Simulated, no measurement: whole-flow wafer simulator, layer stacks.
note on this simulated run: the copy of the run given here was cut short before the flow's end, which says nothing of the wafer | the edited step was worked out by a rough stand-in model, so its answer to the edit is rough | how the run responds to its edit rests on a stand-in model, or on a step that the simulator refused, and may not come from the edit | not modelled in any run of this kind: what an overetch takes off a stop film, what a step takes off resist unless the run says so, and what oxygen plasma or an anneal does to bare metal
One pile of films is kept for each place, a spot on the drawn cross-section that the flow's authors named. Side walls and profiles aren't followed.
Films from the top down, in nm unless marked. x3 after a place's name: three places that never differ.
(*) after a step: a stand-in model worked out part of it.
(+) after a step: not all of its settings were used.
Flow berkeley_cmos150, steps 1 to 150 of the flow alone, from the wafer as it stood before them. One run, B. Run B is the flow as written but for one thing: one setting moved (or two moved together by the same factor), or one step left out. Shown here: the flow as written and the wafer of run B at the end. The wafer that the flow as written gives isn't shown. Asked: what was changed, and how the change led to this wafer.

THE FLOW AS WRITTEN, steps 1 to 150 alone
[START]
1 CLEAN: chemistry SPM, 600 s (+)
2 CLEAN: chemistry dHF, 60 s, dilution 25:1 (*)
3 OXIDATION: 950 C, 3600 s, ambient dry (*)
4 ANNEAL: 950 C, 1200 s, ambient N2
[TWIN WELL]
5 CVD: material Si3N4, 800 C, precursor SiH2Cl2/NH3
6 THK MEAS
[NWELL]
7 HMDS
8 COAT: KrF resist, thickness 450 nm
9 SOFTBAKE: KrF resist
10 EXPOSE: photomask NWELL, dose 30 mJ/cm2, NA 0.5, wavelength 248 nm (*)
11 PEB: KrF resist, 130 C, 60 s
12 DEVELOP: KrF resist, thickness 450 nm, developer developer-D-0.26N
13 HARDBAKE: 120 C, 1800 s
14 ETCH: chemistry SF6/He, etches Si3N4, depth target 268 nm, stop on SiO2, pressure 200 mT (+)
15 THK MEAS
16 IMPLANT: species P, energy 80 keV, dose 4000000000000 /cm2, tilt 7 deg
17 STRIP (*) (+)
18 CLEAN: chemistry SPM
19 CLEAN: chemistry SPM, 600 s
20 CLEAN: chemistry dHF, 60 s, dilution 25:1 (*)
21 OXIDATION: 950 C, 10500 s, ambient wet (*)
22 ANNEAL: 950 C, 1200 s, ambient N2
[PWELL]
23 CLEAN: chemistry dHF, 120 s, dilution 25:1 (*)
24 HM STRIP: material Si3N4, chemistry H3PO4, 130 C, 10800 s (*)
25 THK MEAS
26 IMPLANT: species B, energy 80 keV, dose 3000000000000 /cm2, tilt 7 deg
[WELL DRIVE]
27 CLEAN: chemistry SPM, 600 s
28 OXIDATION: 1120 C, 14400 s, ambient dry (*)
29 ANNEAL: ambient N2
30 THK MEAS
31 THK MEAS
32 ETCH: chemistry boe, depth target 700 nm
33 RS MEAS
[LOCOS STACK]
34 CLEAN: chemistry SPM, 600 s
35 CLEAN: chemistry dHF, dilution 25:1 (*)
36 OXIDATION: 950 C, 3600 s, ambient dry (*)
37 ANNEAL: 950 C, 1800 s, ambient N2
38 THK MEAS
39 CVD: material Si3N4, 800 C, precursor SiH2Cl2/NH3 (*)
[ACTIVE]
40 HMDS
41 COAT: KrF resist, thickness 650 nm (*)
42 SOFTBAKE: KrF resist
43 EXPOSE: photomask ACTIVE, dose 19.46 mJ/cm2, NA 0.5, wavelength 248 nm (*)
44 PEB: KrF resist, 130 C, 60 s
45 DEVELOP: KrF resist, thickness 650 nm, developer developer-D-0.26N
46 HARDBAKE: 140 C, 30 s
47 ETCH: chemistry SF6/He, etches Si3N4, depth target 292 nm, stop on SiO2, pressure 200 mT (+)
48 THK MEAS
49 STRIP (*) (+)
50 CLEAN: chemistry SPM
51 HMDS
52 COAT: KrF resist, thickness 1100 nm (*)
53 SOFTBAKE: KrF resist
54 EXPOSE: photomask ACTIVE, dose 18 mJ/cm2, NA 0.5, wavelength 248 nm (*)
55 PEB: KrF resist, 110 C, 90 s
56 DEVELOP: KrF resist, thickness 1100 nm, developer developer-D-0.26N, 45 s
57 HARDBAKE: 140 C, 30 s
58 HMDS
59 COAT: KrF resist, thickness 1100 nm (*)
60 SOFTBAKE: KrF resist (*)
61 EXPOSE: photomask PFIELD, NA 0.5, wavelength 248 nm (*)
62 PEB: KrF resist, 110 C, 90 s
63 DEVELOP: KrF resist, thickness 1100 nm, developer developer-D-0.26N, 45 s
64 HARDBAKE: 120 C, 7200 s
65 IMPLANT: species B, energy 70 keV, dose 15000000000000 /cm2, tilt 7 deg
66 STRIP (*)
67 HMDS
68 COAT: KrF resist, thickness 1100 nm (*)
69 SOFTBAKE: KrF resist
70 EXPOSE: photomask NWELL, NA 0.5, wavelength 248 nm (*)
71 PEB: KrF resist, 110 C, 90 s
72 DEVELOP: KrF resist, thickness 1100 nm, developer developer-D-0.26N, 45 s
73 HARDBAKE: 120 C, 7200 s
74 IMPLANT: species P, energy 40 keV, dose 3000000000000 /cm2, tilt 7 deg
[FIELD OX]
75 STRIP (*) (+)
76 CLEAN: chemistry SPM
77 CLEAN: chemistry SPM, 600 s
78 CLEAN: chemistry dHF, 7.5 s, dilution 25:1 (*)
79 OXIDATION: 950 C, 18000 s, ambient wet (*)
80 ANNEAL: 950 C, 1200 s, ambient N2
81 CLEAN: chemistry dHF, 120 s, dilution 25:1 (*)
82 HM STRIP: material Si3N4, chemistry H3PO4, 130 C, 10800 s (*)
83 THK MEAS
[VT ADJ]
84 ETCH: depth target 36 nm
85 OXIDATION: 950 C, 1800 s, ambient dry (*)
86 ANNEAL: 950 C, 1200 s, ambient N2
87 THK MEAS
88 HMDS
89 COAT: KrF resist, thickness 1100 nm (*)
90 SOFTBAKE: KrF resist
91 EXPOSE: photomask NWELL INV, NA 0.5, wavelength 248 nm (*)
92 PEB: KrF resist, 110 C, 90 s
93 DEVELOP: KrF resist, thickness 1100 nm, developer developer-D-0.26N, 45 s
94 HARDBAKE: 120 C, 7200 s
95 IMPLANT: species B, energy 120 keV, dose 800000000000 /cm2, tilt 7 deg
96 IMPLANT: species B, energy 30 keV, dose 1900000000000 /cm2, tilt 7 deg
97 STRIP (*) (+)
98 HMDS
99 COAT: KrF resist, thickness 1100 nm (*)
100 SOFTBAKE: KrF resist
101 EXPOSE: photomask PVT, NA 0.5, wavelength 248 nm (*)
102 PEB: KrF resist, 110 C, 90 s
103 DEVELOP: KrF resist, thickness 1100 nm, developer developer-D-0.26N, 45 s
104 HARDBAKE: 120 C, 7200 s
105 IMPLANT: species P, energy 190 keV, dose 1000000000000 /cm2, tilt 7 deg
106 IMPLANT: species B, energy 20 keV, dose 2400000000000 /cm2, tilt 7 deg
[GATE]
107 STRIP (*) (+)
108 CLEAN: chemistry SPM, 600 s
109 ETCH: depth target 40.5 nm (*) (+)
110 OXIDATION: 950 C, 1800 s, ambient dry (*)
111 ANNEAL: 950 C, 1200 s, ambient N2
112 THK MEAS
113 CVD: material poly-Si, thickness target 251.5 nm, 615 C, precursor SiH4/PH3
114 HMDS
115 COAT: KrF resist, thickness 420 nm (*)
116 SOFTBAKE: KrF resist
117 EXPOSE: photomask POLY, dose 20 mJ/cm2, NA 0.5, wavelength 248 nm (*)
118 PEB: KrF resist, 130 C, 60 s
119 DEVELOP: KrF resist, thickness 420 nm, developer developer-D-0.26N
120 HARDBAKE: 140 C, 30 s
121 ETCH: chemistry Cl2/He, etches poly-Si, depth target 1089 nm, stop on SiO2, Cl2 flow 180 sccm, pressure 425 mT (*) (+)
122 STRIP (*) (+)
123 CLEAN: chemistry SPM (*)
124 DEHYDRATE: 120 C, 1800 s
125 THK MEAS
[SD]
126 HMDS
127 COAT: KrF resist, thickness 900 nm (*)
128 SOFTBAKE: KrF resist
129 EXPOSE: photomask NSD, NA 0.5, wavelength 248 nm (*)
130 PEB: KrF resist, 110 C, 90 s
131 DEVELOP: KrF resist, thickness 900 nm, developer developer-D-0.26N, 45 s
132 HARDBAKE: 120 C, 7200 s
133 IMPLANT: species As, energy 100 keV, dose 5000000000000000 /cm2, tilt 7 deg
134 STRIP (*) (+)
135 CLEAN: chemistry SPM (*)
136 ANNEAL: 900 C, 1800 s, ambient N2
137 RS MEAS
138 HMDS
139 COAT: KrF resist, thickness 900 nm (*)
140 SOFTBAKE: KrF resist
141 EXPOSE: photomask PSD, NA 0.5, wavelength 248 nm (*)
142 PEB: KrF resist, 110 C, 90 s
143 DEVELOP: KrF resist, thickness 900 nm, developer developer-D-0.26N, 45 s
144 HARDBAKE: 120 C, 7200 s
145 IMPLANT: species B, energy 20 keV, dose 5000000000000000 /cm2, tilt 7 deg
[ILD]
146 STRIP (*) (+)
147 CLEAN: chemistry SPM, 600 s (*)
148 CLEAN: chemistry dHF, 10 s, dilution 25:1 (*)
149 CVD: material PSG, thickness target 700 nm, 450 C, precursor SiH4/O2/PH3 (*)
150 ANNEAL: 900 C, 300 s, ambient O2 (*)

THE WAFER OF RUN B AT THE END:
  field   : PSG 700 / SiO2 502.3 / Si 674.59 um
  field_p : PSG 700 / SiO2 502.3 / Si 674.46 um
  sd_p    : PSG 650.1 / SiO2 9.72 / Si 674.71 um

The cause: step 109, ETCH: depth target 60.8 nm was run, where the flow has depth target 40.5 nm.

How the change led to this, step by step:
  109 ETCH: depth target 40.5 nm (*) (+)
      field, field_p: SiO2 -60.8 (as written it would be: SiO2 -40.5)
  115 COAT: KrF resist, thickness 420 nm (*)
      sd_n: KrF resist +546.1 (new film) (as written it would be: KrF resist +563.4 (new film))
  119 DEVELOP: KrF resist, thickness 420 nm, developer developer-D-0.26N
      sd_n: KrF resist -545.3 (all of it) (as written it would be: KrF resist -562.5 (all of it))
  122 STRIP (*) (+)
      gate_n: chemical SiO2 +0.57 (new film), KrF resist -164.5 (all of it), poly-Si -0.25 (as written it would be: chemical SiO2 +0.57 (new film), KrF resist -169.8 (all of it), poly-Si -0.25)
      gate_p: chemical SiO2 +0.57 (new film), KrF resist -200.6 (all of it), poly-Si -0.25 (as written it would be: chemical SiO2 +0.57 (new film), KrF resist -206.4 (all of it), poly-Si -0.25)
